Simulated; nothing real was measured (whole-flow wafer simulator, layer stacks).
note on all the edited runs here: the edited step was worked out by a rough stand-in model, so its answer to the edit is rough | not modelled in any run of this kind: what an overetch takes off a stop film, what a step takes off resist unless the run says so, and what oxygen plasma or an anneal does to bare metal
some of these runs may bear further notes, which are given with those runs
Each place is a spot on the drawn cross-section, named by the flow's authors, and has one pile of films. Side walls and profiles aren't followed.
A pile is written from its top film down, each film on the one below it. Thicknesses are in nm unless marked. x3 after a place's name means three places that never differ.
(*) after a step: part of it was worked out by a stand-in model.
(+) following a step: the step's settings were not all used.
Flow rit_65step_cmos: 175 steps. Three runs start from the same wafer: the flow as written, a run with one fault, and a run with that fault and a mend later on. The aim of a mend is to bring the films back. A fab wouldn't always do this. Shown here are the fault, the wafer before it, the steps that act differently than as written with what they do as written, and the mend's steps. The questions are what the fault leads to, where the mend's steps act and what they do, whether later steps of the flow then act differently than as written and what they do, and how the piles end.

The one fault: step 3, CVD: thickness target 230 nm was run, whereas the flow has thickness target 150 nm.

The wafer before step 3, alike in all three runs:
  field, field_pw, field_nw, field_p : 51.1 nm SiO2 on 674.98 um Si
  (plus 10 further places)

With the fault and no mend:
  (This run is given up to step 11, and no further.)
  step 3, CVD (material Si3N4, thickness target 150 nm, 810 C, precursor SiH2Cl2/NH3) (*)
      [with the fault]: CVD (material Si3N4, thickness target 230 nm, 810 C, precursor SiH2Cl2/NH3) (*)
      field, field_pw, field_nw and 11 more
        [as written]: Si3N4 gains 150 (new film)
        [with the fault]: Si3N4 gains 230 (new film)
  Later steps of the flow up to step 11 that are run all act as written at every place that is followed.
  After step 11, at field, field_pw, field_nw and 11 more, the piles differ from the flow's by more than 2% or 0.5 nm, whichever is larger.
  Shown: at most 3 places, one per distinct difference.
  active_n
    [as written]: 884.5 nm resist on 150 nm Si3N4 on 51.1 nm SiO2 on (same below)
    [with the fault]: 884.5 nm resist on 230 nm Si3N4 on 51.1 nm SiO2 on (same below)
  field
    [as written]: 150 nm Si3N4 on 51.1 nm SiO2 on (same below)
    [with the fault]: 230 nm Si3N4 on 51.1 nm SiO2 on (same below)

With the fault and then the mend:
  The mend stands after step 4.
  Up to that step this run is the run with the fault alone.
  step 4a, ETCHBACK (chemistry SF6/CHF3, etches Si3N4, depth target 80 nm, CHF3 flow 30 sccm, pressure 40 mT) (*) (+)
      field, field_pw, field_nw and 11 more
        Si3N4 loses 80
  Later steps of the flow that are run all act as written at every place that is followed.
  At every place that both follow, the piles at the end match the flow's.
